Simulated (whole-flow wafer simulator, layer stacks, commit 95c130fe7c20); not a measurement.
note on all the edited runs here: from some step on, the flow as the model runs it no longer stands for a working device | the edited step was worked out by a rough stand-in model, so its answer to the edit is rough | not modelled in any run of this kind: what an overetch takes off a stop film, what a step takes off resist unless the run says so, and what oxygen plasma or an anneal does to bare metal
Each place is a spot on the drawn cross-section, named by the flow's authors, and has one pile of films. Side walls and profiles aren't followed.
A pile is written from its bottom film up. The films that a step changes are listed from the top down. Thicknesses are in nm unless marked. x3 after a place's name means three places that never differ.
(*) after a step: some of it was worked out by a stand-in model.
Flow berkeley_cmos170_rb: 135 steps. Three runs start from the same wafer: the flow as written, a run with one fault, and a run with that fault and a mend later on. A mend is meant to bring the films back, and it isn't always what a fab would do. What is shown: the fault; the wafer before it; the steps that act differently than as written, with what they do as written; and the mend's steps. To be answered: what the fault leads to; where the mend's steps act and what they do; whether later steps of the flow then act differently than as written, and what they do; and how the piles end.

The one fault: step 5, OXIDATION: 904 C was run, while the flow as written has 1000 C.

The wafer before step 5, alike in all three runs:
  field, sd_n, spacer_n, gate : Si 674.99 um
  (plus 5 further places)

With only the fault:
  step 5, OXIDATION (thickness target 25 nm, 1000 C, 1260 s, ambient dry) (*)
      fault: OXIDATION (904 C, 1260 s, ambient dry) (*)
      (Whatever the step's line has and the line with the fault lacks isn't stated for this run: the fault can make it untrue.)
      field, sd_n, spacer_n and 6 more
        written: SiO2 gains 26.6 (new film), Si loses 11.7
        fault: SiO2 gains 10.4 (new film), Si loses 4.56
  Later steps of the flow acting differently than as written:
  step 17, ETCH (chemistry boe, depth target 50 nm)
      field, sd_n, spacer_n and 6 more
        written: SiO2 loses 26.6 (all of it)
        fault: SiO2 loses 10.4 (all of it)
  When the end is reached, the piles differ only a little from the flow's at the places that both follow, at most by 2% or 0.5 nm, whichever is larger.

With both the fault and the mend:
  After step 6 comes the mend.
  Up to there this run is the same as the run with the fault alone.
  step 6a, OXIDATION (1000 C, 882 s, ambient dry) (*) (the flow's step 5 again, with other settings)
      field, sd_n, spacer_n and 6 more
        SiO2 gains 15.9, Si loses 7
  None of the later steps of the flow differs from how it acts as written, at any place that is followed, by more than 2% or 0.5 nm, whichever is larger.
  When the end is reached, the piles differ only a little from the flow's at the places that both follow, at most by 2% or 0.5 nm, whichever is larger.
